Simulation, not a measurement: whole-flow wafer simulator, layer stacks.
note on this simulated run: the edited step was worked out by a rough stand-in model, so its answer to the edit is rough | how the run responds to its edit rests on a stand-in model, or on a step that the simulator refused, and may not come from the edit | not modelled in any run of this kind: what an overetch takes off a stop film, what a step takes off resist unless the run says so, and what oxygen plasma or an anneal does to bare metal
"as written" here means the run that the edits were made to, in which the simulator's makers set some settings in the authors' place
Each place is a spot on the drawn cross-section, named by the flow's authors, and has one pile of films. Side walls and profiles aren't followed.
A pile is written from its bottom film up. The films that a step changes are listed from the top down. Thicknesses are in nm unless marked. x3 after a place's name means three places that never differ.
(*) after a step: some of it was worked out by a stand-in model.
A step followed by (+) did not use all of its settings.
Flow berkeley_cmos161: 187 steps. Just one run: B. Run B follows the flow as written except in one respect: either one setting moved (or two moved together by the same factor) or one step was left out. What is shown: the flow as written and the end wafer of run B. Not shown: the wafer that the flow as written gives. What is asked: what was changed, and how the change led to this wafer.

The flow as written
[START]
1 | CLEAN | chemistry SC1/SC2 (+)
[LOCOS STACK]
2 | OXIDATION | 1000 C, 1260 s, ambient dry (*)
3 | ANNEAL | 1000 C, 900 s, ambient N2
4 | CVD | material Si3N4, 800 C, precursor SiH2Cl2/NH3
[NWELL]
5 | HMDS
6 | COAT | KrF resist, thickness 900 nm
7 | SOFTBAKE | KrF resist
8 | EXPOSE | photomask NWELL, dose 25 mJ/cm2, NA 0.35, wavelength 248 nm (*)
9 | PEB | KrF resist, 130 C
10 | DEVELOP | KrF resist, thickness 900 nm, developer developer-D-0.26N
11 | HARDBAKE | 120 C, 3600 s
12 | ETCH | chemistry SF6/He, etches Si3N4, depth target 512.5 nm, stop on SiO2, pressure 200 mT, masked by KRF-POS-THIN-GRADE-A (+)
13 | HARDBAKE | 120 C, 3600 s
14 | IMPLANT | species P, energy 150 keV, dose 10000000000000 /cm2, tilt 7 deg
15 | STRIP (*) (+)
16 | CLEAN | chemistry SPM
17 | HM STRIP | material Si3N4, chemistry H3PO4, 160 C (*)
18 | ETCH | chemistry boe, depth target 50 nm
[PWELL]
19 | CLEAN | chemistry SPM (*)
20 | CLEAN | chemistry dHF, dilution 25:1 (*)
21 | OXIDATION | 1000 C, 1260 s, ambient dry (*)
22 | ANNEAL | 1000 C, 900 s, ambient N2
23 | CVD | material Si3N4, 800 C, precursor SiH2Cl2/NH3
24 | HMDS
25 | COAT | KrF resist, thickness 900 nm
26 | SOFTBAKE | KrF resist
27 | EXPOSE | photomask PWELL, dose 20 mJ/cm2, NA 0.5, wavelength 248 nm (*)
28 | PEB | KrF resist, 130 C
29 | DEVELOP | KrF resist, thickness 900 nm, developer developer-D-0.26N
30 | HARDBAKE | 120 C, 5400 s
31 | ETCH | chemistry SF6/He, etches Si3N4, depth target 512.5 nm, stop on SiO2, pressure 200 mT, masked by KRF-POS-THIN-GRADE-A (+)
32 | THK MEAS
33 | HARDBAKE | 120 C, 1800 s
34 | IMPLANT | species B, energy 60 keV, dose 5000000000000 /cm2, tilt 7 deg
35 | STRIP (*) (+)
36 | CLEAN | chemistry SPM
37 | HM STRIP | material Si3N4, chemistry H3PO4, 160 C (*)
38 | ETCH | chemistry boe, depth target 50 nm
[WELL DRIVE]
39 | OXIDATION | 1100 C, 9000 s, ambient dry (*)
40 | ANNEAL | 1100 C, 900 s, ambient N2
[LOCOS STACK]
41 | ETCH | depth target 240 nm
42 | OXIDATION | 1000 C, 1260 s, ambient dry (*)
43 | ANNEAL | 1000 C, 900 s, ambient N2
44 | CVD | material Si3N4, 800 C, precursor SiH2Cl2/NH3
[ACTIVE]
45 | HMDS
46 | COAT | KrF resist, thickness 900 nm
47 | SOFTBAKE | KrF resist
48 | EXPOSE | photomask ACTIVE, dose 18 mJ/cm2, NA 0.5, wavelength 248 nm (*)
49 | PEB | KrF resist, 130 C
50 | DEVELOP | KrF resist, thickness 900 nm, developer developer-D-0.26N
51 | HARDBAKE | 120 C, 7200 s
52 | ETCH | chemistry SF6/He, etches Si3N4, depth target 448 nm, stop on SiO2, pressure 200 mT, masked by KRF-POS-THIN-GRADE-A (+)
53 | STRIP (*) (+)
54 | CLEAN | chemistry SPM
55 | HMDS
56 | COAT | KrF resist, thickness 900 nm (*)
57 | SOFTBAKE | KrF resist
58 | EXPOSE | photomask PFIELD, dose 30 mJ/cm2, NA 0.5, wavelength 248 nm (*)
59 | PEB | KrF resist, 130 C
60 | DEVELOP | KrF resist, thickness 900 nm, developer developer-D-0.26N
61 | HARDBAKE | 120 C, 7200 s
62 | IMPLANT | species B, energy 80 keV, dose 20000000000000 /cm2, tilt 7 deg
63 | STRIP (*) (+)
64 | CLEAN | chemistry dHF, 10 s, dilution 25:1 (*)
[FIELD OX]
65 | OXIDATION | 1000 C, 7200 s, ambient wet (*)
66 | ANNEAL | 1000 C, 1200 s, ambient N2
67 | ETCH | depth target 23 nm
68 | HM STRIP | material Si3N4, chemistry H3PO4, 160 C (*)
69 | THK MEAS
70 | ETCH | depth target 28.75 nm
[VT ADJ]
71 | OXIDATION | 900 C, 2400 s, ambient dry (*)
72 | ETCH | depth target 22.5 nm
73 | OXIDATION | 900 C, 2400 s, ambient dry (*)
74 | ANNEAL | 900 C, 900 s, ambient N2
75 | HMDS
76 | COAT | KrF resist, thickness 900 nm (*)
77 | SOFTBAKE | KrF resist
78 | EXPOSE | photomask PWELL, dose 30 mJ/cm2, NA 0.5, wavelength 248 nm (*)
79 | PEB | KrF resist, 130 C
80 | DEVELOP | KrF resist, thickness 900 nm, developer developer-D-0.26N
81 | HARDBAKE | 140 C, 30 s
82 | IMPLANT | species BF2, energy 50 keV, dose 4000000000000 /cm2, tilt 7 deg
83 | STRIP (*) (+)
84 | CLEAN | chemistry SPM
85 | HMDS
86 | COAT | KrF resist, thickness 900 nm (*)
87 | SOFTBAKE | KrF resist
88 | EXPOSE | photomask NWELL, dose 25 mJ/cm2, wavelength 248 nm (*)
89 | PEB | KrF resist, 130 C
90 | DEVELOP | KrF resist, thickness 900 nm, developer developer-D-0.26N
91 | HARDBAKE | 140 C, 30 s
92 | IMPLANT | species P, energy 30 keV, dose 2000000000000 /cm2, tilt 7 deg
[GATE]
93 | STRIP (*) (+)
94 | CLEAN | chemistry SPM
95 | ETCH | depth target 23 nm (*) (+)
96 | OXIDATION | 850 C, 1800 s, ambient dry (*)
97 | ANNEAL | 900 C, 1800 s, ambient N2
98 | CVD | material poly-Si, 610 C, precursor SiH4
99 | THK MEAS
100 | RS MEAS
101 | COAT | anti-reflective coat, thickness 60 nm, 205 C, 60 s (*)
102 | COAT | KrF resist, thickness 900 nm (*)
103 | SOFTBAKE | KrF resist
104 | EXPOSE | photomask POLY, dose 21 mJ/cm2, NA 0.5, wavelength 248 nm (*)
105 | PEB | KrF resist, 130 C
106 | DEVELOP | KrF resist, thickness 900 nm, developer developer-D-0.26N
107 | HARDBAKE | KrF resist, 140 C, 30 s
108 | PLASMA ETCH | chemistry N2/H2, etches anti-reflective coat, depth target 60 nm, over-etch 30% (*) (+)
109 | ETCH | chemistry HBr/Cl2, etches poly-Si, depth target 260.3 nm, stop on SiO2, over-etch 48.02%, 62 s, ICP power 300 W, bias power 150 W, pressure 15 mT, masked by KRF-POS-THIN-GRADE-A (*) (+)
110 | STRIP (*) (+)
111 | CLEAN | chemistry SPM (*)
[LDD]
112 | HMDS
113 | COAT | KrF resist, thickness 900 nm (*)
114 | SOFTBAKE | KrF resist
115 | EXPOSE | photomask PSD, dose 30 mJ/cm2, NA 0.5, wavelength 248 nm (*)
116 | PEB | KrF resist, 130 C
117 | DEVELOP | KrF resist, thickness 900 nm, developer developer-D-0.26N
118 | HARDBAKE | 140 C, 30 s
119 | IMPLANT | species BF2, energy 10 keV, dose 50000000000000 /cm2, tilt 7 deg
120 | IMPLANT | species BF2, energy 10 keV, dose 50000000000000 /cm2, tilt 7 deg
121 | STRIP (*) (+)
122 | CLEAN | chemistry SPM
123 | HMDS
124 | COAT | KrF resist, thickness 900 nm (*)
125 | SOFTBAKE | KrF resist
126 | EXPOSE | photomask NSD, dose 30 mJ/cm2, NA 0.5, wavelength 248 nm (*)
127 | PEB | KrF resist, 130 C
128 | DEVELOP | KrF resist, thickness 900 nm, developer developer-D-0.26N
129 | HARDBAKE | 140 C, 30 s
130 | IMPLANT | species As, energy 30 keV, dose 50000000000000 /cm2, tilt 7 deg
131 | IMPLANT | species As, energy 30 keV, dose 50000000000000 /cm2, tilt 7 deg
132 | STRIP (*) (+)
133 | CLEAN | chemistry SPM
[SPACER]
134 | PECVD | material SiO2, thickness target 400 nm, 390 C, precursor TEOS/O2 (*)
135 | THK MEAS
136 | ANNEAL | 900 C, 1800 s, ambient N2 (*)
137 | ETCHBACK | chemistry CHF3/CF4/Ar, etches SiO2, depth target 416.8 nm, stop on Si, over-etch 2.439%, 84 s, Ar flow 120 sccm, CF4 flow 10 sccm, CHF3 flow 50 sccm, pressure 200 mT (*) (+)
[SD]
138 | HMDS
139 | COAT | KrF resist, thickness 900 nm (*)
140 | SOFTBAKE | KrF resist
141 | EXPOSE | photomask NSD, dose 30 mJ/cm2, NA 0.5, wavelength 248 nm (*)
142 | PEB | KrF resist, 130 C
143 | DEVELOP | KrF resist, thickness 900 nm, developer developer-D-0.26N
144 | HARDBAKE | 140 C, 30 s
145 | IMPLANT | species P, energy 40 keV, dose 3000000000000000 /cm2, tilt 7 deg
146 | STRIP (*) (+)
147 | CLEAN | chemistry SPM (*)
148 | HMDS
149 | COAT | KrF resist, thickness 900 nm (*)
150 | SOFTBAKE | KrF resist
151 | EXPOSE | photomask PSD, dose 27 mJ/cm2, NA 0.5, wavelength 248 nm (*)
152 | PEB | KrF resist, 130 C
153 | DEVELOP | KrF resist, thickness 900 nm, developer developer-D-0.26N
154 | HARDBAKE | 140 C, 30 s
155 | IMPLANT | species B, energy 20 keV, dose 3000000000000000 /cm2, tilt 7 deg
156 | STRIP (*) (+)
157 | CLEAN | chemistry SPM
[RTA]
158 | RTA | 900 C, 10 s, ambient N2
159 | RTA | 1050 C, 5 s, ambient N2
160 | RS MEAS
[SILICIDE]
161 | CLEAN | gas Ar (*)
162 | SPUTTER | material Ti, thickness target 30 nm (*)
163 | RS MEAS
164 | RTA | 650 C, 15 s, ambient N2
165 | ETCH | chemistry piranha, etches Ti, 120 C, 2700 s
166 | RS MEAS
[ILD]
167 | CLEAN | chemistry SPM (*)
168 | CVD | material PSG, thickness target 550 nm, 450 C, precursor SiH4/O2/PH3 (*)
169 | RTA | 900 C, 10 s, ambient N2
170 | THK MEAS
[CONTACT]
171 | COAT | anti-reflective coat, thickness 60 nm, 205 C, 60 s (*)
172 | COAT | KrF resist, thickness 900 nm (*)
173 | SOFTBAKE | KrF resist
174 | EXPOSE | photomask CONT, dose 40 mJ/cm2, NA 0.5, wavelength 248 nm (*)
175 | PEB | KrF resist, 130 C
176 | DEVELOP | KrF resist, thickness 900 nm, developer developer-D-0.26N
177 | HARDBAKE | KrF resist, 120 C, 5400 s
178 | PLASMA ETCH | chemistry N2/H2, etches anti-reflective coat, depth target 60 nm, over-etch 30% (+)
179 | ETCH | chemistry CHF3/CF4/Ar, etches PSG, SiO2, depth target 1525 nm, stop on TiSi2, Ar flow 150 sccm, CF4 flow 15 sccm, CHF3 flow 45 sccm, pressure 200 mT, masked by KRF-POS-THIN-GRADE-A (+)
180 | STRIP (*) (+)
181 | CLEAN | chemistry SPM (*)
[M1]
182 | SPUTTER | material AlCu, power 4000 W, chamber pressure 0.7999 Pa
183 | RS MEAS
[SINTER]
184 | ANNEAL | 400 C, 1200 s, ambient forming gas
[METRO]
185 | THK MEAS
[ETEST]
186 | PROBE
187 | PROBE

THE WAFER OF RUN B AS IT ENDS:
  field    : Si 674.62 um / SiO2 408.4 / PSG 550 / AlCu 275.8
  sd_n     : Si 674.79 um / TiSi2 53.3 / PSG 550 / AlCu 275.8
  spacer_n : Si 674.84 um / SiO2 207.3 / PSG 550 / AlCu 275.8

Cause: step 21, OXIDATION: 1150 C was run, whereas the flow has 1000 C.

The path from the change to this, step by step:
  21 | OXIDATION | 1000 C, 1260 s, ambient dry (*)
      field, sd_n, spacer_n and 6 more: +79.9 SiO2 (new film), -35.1 Si (it would be, as written: +26.6 SiO2 (new film), -11.7 Si)
  38 | ETCH | chemistry boe, depth target 50 nm
      field, sd_n, spacer_n, gate_n, contact: -50 SiO2 (it would be, as written: -12.2 SiO2 (all of it))
      sd_p, spacer_p, gate_p, m1: -50 SiO2 (it would be, as written: -24.4 SiO2 (all of it))
  39 | OXIDATION | 1100 C, 9000 s, ambient dry (*)
      field, sd_n, spacer_n, gate_n, contact: +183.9 SiO2, -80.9 Si (it would be, as written: +197.6 SiO2 (new film), -86.9 Si)
      sd_p, spacer_p, gate_p, m1: +174.5 SiO2, -76.8 Si (it would be, as written: +197.6 SiO2 (new film), -86.9 Si)
  41 | ETCH | depth target 240 nm
      sd_p, spacer_p, gate_p, m1: -202.3 SiO2 (all of it) (it would be, as written: -197.6 SiO2 (all of it))
  101 | COAT | anti-reflective coat, thickness 60 nm, 205 C, 60 s (*)
      m1: +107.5 anti-reflective coat (new film) (it would be, as written: +110.2 anti-reflective coat (new film))
  108 | PLASMA ETCH | chemistry N2/H2, etches anti-reflective coat, depth target 60 nm, over-etch 30% (*) (+)
      m1: -107.5 anti-reflective coat (all of it), -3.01 poly-Si (it would be, as written: -110.2 anti-reflective coat (all of it), -2.96 poly-Si)
  171 | COAT | anti-reflective coat, thickness 60 nm, 205 C, 60 s (*)
      m1: +94.9 anti-reflective coat (new film) (it would be, as written: +97.8 anti-reflective coat (new film))
  180 | STRIP (*) (+)
      m1: -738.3 KrF resist (all of it), -94.9 anti-reflective coat (all of it) (it would be, as written: -739.9 KrF resist (all of it), -97.8 anti-reflective coat (all of it))
